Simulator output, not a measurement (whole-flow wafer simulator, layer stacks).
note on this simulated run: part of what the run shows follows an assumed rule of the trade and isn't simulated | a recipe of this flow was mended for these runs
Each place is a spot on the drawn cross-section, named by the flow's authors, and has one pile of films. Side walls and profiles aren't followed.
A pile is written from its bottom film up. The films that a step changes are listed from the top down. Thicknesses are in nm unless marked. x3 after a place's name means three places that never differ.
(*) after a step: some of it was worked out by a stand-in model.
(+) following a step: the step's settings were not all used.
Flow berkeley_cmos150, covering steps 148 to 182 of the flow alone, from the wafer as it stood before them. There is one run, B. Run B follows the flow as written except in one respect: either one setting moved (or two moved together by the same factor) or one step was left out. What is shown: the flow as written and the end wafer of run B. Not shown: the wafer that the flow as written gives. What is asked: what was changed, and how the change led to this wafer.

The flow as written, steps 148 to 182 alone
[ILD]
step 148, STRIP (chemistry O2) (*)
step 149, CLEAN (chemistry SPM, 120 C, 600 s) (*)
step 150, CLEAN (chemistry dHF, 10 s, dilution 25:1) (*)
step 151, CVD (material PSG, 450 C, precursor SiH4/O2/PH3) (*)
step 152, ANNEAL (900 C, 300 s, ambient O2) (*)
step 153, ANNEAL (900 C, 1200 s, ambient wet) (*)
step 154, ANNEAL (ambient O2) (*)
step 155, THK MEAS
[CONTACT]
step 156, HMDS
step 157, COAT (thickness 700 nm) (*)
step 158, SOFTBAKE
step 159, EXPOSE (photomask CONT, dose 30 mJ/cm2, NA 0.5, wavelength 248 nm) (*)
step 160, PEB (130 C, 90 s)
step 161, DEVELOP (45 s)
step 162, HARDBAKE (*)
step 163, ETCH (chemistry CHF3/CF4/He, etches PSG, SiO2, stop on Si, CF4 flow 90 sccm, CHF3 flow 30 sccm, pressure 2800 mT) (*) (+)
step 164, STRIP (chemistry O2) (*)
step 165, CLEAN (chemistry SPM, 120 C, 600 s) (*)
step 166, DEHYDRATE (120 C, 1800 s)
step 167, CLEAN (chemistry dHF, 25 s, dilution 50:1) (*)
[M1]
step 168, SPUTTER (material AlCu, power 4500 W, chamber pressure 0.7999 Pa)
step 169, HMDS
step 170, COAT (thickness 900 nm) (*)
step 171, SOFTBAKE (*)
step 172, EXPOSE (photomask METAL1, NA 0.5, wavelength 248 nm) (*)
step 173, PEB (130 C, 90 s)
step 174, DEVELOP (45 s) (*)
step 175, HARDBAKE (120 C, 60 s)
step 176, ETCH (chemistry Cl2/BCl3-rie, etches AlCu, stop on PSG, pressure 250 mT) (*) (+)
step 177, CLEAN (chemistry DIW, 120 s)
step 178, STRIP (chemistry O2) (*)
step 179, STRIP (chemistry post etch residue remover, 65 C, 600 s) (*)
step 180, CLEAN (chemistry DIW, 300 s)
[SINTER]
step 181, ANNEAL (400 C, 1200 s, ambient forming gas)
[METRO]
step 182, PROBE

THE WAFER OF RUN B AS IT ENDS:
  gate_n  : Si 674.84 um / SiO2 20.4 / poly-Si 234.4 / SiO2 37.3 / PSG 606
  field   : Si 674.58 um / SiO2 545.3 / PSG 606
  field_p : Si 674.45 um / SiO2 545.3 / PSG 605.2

Cause: step 153, ANNEAL: 1680 s was run, while the flow as written has 1200 s.

How this came from the change, step by step:
  step 153, ANNEAL (900 C, 1200 s, ambient wet) (*)
      sd_n, contact, m1: PSG loses 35, SiO2 gains 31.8, Si loses 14 (as written it would have been: PSG loses 35, SiO2 gains 22.8, Si loses 10)
      field, field_p: PSG loses 35, SiO2 gains 22.7, Si loses 10 (as written it would have been: PSG loses 35, SiO2 gains 16.3, Si loses 7.15)
      (as well as at 3 more places)
  step 163, ETCH (chemistry CHF3/CF4/He, etches PSG, SiO2, stop on Si, CF4 flow 90 sccm, CHF3 flow 30 sccm, pressure 2800 mT) (*) (+)
      contact: PSG loses 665 (all of it), SiO2 loses 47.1 (all of it), Si loses 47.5 (as written it would have been: PSG loses 665 (all of it), SiO2 loses 38.1 (all of it), Si loses 47.5)
